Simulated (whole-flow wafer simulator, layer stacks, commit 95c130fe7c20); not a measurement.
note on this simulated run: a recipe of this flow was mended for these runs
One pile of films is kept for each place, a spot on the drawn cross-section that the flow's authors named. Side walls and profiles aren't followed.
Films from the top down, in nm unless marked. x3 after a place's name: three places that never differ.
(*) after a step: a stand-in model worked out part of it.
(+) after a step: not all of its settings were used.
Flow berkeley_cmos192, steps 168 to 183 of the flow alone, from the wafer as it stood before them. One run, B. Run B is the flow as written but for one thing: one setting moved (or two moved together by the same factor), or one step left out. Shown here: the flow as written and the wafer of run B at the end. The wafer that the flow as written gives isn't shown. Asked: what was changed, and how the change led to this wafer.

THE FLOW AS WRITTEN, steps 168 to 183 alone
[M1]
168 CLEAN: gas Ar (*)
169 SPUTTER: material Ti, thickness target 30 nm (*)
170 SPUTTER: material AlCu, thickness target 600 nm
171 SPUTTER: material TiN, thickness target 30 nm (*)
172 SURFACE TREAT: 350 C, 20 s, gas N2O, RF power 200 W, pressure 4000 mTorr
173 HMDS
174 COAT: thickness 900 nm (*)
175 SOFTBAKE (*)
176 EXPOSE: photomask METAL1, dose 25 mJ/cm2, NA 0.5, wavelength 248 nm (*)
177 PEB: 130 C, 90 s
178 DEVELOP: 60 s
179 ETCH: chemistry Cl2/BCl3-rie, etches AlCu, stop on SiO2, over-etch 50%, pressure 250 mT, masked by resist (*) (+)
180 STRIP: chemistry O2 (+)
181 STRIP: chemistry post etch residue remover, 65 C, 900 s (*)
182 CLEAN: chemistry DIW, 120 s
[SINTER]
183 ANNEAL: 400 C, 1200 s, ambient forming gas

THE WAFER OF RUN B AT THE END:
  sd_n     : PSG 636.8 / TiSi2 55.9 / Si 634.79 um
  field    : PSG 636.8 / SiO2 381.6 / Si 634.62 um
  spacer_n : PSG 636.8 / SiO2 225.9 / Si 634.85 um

The cause: step 179, ETCH: over-etch 70% was run, where the flow has over-etch 50%.

How the change led to this, step by step:
  179 ETCH: chemistry Cl2/BCl3-rie, etches AlCu, stop on SiO2, over-etch 50%, pressure 250 mT, masked by resist (*) (+)
      field, sd_n, spacer_n, gate, spacer_p, gate_p: TiN -30 (all of it), AlCu -600 (all of it), Ti -30 (all of it), PSG -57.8 (as written it would be: TiN -30 (all of it), AlCu -600 (all of it), Ti -30 (all of it), PSG -41.2)
      contact, m1: KrF-resist -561 (as written it would be: KrF-resist -495)
      (and at 1 more place)
  180 STRIP: chemistry O2 (+)
      contact: KrF-resist -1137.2 (all of it) (as written it would be: KrF-resist -1203.2 (all of it))
      m1: KrF-resist -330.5 (all of it) (as written it would be: KrF-resist -396.5 (all of it))
